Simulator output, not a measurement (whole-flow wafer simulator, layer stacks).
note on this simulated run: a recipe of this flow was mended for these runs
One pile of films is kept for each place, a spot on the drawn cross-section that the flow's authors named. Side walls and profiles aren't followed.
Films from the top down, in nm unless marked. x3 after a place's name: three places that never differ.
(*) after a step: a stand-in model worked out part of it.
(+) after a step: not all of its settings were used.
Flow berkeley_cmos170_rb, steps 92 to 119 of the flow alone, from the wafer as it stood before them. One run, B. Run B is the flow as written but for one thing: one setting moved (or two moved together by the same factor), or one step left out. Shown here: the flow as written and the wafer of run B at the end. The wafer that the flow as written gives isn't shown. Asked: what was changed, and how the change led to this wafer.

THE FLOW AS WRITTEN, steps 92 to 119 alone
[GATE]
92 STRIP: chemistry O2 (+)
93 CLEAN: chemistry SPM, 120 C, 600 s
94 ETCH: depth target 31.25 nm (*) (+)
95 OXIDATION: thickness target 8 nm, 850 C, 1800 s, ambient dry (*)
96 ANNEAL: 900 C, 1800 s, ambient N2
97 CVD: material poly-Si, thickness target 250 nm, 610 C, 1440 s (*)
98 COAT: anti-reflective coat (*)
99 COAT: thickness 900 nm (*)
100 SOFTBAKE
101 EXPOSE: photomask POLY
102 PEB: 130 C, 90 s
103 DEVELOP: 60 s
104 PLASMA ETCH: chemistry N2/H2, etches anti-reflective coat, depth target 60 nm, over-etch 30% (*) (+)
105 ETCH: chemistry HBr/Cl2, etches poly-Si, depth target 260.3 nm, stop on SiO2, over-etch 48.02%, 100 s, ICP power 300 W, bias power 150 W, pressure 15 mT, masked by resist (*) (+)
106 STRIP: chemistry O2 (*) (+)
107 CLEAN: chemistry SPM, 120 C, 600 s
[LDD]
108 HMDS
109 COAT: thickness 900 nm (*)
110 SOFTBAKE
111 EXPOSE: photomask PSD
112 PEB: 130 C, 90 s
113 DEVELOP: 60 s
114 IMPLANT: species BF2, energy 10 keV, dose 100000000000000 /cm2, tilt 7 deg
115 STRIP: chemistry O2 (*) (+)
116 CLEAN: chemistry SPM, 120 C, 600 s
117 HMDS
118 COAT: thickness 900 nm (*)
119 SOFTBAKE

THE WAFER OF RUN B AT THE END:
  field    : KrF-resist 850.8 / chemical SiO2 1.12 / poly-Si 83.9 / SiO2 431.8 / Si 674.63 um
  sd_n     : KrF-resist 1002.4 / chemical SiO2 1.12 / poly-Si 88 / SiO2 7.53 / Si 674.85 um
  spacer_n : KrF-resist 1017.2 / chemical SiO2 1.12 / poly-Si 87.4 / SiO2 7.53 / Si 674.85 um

The cause: step 97, CVD: thickness target 475 nm was run, where the flow has thickness target 250 nm; step 97, CVD: 2736 s was run, where the flow has 1440 s.

How the change led to this, step by step:
  97 CVD: material poly-Si, thickness target 250 nm, 610 C, 1440 s (*)
      field, sd_n, spacer_n and 6 more: poly-Si +475 (new film) (as written it would be: poly-Si +250 (new film))
  98 COAT: anti-reflective coat (*)
      sd_n: anti-reflective coat +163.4 (new film) (as written it would be: anti-reflective coat +154.3 (new film))
      contact: anti-reflective coat +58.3 (new film) (as written it would be: anti-reflective coat +53.8 (new film))
  104 PLASMA ETCH: chemistry N2/H2, etches anti-reflective coat, depth target 60 nm, over-etch 30% (*) (+)
      gate, gate_p: KrF-resist -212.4 (as written it would be: KrF-resist -200.6)
      sd_n: anti-reflective coat -163.4 (all of it), poly-Si -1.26 (as written it would be: anti-reflective coat -154.3 (all of it), poly-Si -1.19)
      (and at 1 more place)
  105 ETCH: chemistry HBr/Cl2, etches poly-Si, depth target 260.3 nm, stop on SiO2, over-etch 48.02%, 100 s, ICP power 300 W, bias power 150 W, pressure 15 mT, masked by resist (*) (+)
      spacer_n, spacer_p: poly-Si -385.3 (as written it would be: poly-Si -248.5 (all of it), SiO2 -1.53)
      field: poly-Si -385.3 (as written it would be: poly-Si -245 (all of it), SiO2 -1.8)
      (and at 4 more places)
  106 STRIP: chemistry O2 (*) (+)
      field, sd_n, spacer_n, sd_p, spacer_p, contact, m1: chemical SiO2 +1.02 (new film), poly-Si -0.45 (as written it would be: nothing)
  109 COAT: thickness 900 nm (*)
      gate: KrF-resist +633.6 (new film) (as written it would be: KrF-resist +749.5 (new film))
      gate_p: KrF-resist +629.3 (new film) (as written it would be: KrF-resist +745.7 (new film))
  113 DEVELOP: 60 s
      gate_p: KrF-resist -628 (all of it) (as written it would be: KrF-resist -744.1 (all of it))
  115 STRIP: chemistry O2 (*) (+)
      gate: KrF-resist -617.3 (all of it), chemical SiO2 +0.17 (as written it would be: KrF-resist -733 (all of it), chemical SiO2 +0.17)
  118 COAT: thickness 900 nm (*)
      gate: KrF-resist +633.6 (new film) (as written it would be: KrF-resist +748.7 (new film))
      gate_p: KrF-resist +629.2 (new film) (as written it would be: KrF-resist +744.7 (new film))
